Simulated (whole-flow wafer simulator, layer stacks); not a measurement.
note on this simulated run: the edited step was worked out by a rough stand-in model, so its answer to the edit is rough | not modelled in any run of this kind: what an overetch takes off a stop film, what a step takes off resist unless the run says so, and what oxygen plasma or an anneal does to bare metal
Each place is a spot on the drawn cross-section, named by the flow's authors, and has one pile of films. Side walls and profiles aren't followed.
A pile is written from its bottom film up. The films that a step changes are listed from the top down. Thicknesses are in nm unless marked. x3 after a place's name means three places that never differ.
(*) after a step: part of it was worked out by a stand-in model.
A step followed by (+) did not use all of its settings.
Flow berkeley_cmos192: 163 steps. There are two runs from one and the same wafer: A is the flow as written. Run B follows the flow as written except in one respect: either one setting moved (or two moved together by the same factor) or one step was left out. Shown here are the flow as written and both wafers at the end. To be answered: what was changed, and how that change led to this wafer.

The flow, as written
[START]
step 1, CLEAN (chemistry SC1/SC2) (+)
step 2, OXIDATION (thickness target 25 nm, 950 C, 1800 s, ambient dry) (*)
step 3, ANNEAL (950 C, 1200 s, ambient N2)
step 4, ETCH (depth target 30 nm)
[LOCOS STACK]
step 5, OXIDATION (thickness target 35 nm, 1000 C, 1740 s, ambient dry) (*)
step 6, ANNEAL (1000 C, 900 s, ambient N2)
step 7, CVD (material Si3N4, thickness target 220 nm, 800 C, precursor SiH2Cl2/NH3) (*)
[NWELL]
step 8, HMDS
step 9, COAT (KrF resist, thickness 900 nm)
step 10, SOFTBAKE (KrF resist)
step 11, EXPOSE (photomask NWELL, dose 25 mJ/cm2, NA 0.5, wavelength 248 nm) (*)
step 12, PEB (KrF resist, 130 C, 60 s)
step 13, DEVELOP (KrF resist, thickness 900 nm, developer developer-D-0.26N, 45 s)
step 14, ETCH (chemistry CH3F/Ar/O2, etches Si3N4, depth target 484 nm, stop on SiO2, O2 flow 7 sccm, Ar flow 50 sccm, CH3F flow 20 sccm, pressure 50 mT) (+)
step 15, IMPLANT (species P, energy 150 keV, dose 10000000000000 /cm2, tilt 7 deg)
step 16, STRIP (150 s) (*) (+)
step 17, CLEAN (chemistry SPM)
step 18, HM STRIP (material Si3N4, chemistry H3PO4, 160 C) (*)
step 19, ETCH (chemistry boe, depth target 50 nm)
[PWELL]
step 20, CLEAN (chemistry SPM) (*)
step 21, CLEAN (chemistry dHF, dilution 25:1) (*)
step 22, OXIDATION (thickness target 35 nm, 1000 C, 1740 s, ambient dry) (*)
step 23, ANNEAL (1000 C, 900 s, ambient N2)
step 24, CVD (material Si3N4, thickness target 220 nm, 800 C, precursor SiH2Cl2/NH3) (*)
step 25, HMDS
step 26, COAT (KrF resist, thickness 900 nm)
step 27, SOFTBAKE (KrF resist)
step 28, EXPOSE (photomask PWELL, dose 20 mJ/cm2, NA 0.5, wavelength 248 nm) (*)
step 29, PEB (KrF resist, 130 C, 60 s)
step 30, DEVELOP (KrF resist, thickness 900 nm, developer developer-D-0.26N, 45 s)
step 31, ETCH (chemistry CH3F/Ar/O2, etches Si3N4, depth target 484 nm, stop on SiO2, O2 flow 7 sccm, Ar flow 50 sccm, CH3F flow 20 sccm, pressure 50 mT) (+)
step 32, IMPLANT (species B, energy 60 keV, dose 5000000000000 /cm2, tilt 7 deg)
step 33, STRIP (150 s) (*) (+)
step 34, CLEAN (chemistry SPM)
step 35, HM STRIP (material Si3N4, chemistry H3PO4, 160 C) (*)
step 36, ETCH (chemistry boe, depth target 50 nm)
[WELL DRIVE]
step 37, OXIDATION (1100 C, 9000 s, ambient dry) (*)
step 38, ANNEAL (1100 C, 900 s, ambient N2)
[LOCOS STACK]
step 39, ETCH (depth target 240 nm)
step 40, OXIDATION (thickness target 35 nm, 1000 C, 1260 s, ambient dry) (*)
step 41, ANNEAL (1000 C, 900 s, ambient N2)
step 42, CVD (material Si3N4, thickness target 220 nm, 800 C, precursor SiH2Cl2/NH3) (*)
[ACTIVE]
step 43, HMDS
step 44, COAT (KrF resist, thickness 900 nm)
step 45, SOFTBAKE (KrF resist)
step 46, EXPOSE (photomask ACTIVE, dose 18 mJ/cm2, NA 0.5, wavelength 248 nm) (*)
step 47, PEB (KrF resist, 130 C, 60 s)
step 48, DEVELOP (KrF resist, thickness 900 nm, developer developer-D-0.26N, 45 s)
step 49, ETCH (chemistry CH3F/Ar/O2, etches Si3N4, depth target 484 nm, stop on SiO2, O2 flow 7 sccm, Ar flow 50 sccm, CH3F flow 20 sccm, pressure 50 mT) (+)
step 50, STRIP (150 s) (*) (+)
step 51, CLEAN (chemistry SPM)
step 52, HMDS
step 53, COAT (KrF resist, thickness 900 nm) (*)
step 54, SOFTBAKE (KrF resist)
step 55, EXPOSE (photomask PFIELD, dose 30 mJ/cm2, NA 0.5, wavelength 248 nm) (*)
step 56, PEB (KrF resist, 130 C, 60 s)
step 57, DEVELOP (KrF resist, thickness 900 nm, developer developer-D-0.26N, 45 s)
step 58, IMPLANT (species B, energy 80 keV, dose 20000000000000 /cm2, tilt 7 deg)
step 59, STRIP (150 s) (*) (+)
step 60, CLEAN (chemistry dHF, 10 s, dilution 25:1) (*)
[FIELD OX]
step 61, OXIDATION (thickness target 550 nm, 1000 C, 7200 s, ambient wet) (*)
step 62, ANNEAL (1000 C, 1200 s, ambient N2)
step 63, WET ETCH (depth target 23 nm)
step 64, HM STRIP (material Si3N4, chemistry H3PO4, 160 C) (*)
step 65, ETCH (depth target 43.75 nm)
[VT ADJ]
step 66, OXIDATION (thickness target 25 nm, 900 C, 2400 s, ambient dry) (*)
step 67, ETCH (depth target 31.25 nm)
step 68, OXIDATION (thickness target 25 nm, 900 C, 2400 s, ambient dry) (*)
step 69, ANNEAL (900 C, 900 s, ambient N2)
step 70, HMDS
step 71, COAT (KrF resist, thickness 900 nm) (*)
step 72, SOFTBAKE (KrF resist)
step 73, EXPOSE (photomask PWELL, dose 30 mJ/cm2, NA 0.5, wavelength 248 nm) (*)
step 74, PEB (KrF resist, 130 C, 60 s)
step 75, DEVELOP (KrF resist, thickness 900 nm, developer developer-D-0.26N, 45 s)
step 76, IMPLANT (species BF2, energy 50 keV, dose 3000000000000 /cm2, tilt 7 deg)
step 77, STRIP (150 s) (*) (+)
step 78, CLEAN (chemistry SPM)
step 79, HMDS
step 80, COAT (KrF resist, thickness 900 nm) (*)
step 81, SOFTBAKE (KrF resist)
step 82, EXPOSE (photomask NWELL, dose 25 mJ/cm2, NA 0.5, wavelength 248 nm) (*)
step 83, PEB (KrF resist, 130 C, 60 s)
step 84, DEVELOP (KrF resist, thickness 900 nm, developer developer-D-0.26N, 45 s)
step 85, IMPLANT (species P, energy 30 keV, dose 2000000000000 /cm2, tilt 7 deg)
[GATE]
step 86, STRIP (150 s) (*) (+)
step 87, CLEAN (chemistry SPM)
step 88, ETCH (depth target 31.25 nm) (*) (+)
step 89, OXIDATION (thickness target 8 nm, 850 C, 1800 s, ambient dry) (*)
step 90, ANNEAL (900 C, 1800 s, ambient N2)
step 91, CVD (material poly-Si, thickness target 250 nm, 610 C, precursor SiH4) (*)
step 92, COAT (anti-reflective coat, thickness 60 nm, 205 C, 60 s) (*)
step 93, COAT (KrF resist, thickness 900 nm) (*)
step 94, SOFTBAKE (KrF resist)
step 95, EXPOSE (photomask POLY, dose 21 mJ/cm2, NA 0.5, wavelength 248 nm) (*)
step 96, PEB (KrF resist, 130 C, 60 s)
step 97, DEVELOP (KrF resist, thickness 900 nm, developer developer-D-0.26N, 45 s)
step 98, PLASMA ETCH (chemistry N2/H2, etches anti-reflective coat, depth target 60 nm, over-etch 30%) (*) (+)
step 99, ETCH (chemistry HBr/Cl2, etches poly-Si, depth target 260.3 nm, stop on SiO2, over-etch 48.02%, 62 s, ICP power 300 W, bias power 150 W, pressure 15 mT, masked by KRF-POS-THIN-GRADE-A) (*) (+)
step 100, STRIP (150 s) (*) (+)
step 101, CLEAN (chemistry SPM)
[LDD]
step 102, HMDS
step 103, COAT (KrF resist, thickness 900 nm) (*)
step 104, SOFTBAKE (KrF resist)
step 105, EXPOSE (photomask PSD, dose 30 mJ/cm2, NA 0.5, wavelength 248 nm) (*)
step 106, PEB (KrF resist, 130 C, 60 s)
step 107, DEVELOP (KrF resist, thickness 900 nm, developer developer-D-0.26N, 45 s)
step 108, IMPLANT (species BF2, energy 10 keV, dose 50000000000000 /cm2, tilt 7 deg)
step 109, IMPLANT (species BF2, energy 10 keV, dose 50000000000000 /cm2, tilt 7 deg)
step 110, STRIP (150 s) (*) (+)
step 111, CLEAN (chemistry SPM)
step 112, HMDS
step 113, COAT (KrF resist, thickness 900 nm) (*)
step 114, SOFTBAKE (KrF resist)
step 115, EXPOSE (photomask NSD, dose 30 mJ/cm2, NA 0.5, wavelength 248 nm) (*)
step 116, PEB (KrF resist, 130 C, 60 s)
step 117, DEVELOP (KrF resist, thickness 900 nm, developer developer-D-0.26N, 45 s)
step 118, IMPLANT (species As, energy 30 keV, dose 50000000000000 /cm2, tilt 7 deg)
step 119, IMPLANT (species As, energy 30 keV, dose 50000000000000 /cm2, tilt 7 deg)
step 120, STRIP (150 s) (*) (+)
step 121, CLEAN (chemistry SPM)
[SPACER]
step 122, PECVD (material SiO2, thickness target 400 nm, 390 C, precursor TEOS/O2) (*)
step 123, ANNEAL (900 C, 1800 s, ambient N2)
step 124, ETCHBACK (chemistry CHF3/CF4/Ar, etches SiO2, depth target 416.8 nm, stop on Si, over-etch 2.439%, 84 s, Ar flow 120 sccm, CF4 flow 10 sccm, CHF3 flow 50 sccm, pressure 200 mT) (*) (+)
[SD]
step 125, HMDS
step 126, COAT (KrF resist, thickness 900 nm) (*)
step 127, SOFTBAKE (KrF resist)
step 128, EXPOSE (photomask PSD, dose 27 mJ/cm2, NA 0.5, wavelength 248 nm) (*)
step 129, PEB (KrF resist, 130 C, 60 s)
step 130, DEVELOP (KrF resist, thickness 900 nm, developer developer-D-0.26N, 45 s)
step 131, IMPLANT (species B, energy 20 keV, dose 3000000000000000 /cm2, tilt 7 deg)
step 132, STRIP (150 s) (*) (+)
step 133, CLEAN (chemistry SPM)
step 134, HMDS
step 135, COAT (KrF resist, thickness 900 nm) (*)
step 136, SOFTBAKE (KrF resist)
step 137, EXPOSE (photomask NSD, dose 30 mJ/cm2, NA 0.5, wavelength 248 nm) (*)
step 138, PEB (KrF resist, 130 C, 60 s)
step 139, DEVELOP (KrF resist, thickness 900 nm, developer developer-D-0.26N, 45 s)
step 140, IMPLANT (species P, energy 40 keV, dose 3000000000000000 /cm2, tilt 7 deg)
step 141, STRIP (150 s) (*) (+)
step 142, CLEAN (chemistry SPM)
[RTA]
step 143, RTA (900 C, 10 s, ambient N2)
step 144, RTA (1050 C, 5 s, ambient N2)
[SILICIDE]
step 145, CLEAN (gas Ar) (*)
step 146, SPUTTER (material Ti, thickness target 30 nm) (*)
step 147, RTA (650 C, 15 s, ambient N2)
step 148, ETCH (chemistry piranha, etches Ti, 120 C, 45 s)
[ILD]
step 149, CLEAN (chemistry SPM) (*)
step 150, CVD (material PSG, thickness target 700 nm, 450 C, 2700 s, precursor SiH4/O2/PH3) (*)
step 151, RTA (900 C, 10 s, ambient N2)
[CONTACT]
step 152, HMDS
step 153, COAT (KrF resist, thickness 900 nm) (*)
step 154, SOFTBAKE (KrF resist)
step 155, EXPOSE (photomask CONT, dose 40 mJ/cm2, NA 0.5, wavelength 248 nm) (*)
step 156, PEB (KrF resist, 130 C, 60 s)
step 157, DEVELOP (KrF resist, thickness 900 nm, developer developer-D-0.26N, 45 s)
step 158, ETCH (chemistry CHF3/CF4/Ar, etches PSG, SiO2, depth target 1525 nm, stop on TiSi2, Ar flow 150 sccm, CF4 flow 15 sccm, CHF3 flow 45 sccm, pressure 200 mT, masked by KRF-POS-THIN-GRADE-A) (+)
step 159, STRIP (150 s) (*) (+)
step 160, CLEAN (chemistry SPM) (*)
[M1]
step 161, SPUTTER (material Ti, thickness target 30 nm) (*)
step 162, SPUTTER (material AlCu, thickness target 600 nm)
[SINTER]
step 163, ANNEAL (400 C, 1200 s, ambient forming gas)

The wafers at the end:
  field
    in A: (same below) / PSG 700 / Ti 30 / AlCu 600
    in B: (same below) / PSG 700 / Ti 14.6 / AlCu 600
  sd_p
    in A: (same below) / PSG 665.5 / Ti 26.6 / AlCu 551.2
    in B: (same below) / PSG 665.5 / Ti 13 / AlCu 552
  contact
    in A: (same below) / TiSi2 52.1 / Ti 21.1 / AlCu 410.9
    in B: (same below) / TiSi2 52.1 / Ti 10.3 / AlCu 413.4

Cause: step 161, SPUTTER: thickness target 14.61 nm was run, though the flow has thickness target 30 nm.
The wafer lets one read it off: field has Ti 14.6, and step 161 as written asks for 30 nm.

Step by step, how the change led to this:
  step 161, SPUTTER (material Ti, thickness target 30 nm) (*)
      field, sd_n, spacer_n, gate, spacer_p, gate_p, m1: A +30 Ti (new film) | B +14.6 Ti (new film)
      sd_p: A +26.6 Ti (new film) | B +13 Ti (new film)
      (also at 1 further place)
